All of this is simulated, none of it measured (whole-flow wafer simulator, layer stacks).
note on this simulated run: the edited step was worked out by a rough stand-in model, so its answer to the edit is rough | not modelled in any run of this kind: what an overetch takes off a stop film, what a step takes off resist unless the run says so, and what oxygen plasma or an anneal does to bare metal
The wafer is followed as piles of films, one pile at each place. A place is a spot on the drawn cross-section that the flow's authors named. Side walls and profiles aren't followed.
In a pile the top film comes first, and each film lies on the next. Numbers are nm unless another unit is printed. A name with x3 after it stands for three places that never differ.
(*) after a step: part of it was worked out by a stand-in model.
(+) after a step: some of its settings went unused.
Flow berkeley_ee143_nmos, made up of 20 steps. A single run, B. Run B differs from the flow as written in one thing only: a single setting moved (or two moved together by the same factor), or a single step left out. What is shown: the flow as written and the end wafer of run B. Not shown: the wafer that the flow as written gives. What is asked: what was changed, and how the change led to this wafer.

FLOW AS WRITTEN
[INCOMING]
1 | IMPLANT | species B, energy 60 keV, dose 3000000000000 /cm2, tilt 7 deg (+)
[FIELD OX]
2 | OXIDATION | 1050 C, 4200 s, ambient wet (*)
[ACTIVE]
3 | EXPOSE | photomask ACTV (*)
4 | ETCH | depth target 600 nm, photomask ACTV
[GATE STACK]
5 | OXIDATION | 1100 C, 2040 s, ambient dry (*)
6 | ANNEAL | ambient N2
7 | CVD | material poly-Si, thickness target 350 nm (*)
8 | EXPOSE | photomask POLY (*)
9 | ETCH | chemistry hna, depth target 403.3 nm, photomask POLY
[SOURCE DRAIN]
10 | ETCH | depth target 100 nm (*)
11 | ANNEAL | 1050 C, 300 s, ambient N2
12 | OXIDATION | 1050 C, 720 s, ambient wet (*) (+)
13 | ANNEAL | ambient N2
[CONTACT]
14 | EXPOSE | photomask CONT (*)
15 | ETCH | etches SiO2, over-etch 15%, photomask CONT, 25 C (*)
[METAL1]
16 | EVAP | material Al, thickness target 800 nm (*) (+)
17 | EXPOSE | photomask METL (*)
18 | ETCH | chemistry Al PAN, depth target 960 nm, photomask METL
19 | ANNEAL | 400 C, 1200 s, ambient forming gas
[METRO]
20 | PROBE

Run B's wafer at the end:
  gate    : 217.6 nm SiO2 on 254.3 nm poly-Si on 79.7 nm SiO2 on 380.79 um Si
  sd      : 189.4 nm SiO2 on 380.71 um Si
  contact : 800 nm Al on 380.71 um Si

The reason: step 2, OXIDATION: 2310 s was run, while the flow as written has 4200 s.

The path from the change to this, step by step:
  2 | OXIDATION | 1050 C, 4200 s, ambient wet (*)
      gate, sd, contact, field: SiO2 gains 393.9 (new film), chemical SiO2 loses 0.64 (all of it), Si loses 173 (as written it would have been: SiO2 gains 566.4 (new film), chemical SiO2 loses 0.64 (all of it), Si loses 248.9)
  4 | ETCH | depth target 600 nm, photomask ACTV
      gate, sd, contact: SiO2 loses 393.9 (all of it) (as written it would have been: SiO2 loses 566.4 (all of it))
  5 | OXIDATION | 1100 C, 2040 s, ambient dry (*)
      field: SiO2 gains 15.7, Si loses 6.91 (as written it would have been: SiO2 gains 11.6, Si loses 5.1)
  12 | OXIDATION | 1050 C, 720 s, ambient wet (*) (+)
      field: SiO2 gains 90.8, Si loses 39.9 (as written it would have been: SiO2 gains 69.1, Si loses 30.4)
